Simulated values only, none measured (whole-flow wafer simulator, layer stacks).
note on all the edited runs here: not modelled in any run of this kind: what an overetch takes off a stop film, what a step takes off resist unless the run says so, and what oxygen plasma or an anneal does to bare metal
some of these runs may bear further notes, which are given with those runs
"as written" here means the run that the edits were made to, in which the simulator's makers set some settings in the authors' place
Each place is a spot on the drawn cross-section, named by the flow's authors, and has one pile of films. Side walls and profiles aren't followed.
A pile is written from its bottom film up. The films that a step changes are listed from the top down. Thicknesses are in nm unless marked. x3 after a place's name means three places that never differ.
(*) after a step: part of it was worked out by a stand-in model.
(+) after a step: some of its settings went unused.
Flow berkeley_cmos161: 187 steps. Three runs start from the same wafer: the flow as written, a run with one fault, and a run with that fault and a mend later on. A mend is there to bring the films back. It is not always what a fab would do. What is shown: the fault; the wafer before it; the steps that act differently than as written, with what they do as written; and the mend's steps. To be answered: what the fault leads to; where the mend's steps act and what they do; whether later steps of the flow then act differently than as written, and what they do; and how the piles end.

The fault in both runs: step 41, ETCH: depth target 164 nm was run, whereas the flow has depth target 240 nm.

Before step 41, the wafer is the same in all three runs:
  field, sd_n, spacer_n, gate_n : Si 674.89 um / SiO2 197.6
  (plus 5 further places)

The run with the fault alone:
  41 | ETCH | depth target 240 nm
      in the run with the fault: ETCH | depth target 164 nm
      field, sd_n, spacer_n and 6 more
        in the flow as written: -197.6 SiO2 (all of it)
        in the run with the fault: -164 SiO2
  Steps further on in the flow that do not act as written (45 other steps are not shown; they differ only slightly, by no more than 2% or 0.5 nm, whichever is larger):
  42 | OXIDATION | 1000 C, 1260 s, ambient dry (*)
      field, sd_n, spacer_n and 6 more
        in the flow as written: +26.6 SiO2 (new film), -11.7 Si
        in the run with the fault: +18 SiO2, -7.94 Si
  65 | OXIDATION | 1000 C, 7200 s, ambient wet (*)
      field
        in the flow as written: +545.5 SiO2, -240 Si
        in the run with the fault: +528.7 SiO2, -232.6 Si
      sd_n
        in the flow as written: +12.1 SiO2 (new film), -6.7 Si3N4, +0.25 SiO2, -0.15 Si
        in the run with the fault: +12.1 SiO2 (new film), -6.7 Si3N4, +4.35 SiO2, -1.87 Si
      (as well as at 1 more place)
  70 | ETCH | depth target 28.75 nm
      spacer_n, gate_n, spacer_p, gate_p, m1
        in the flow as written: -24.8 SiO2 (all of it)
        in the run with the fault: -28.8 SiO2
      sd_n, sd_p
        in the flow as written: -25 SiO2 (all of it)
        in the run with the fault: -28.8 SiO2
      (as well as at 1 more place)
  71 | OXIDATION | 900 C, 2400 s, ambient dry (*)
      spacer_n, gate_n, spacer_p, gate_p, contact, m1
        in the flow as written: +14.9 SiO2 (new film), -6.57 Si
        in the run with the fault: +10.2 SiO2, -4.47 Si
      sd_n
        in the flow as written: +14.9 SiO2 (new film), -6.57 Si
        in the run with the fault: +9.73 SiO2, -4.28 Si
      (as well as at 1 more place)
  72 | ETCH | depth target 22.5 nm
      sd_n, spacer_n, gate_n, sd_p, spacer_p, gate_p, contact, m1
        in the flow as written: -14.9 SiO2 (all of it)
        in the run with the fault: -22.5 SiO2
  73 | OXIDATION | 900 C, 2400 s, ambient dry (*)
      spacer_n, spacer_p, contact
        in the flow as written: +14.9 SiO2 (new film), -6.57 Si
        in the run with the fault: +9.92 SiO2, -4.37 Si
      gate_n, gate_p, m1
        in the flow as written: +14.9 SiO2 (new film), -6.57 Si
        in the run with the fault: +9.93 SiO2, -4.37 Si
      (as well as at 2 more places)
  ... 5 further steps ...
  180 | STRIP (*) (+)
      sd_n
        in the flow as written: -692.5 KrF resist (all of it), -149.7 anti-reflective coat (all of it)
        in the run with the fault: -689.8 KrF resist (all of it), -160.8 anti-reflective coat (all of it)
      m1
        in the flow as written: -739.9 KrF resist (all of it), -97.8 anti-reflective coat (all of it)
        in the run with the fault: -743.9 KrF resist (all of it), -100.6 anti-reflective coat (all of it)
  At the end the piles are close to the flow's at the places that both follow, differing by at most 2% or 0.5 nm, whichever is larger.

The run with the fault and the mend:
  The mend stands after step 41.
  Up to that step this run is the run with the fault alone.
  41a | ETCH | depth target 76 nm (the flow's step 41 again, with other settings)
      field, sd_n, spacer_n and 6 more
        -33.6 SiO2 (all of it)
  Later steps of the flow that are run all act as written at every place that is followed.
  The piles end the same as the flow's at every place that both follow.
